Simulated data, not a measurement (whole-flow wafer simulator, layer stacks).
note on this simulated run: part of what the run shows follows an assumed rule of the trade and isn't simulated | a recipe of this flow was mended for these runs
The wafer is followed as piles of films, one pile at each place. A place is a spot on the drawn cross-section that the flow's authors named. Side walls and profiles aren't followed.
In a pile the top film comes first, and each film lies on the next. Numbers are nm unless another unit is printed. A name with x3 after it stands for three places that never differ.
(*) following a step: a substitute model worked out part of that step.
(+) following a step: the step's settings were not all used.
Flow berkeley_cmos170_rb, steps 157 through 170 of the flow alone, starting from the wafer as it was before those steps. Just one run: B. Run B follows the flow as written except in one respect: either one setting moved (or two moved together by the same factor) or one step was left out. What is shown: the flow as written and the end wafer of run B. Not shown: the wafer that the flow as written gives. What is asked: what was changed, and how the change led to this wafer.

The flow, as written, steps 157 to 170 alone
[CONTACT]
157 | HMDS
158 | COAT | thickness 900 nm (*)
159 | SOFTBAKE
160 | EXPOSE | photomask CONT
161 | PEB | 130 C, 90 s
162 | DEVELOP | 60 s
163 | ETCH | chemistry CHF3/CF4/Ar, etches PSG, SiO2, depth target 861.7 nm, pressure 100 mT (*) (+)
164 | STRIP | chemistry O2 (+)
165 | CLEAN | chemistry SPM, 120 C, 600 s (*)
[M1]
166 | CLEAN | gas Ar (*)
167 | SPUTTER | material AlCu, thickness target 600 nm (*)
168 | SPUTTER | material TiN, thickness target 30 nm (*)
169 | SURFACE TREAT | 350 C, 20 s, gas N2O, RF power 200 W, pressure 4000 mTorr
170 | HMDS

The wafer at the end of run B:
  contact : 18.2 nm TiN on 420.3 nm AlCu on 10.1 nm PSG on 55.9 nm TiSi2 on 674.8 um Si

The reason: step 163, ETCH: depth target 684.5 nm was run, whereas the flow has depth target 861.7 nm.

Step by step, how the change led to this:
  163 | ETCH | chemistry CHF3/CF4/Ar, etches PSG, SiO2, depth target 861.7 nm, pressure 100 mT (*) (+)
      contact: PSG loses 684.5 (it would be, as written: PSG loses 700 (all of it), TiSi2 loses 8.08)
      field, sd_n, spacer_n, gate, sd_p, spacer_p, gate_p, m1: KrF-resist loses 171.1 (it would be, as written: KrF-resist loses 215.4)
  164 | STRIP | chemistry O2 (+)
      field: KrF-resist loses 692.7 (all of it) (it would be, as written: KrF-resist loses 648.4 (all of it))
      sd_n: KrF-resist loses 816.8 (all of it) (it would be, as written: KrF-resist loses 772.5 (all of it))
      (also at 6 further places)
  166 | CLEAN | gas Ar (*)
      contact: PSG loses 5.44 (it would be, as written: TiSi2 loses 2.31)
  168 | SPUTTER | material TiN, thickness target 30 nm (*)
      contact: TiN gains 18.2 (new film) (it would be, as written: TiN gains 16.3 (new film))
